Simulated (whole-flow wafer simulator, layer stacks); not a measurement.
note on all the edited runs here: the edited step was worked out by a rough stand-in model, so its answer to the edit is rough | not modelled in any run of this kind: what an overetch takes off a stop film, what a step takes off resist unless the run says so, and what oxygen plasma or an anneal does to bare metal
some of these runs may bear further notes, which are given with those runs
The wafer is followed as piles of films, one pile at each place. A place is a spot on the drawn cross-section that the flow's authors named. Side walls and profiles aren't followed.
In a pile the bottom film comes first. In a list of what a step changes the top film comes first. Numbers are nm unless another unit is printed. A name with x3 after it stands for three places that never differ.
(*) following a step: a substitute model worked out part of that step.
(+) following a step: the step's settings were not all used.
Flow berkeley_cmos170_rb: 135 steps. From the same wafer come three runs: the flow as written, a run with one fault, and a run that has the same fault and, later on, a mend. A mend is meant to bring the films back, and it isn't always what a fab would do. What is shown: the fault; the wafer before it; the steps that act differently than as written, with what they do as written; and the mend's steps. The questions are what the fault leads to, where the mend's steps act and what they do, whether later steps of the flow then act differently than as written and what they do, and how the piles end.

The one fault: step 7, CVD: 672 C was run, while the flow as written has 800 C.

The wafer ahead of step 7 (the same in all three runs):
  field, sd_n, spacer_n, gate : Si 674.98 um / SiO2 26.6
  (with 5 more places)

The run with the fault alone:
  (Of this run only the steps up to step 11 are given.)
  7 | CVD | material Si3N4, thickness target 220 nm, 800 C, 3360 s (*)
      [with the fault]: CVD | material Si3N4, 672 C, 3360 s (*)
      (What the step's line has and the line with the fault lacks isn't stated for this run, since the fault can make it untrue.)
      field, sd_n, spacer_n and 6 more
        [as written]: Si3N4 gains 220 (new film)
        [with the fault]: Si3N4 gains 19 (new film)
  Later steps of the flow up to step 11 that are run all act as written at every place that is followed.
  The piles after step 11 differ from the flow's at field, sd_n, spacer_n and 6 more by more than 2% or 0.5 nm, whichever is larger.
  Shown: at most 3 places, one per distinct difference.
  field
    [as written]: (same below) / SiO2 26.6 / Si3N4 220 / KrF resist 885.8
    [with the fault]: (same below) / SiO2 26.6 / Si3N4 19 / KrF resist 885.8
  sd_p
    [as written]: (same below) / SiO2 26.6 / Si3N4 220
    [with the fault]: (same below) / SiO2 26.6 / Si3N4 19

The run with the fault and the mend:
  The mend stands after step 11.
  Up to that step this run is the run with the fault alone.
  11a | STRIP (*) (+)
      field, sd_n, spacer_n, gate, contact, m1
        KrF resist loses 885.8 (all of it)
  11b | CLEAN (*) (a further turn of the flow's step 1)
      does not change any film at any place that is followed
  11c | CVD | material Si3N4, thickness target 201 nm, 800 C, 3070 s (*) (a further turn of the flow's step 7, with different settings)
      field, sd_n, spacer_n and 6 more
        Si3N4 gains 201
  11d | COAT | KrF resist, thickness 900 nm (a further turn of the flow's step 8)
      field, sd_n, spacer_n and 6 more
        KrF resist gains 900 (new film)
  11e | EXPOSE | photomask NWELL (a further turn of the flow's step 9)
      does not change any film at any place that is followed
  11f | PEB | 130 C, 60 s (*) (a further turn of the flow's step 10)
      does not change any film at any place that is followed
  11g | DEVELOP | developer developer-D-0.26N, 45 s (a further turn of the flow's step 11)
      field, sd_n, spacer_n, gate, contact, m1
        KrF resist loses 14.2
      sd_p, spacer_p, gate_p
        KrF resist loses 900 (all of it)
  Later steps of the flow that are run all act as written at every place that is followed.
  The piles end the same as the flow's at every place that both follow.
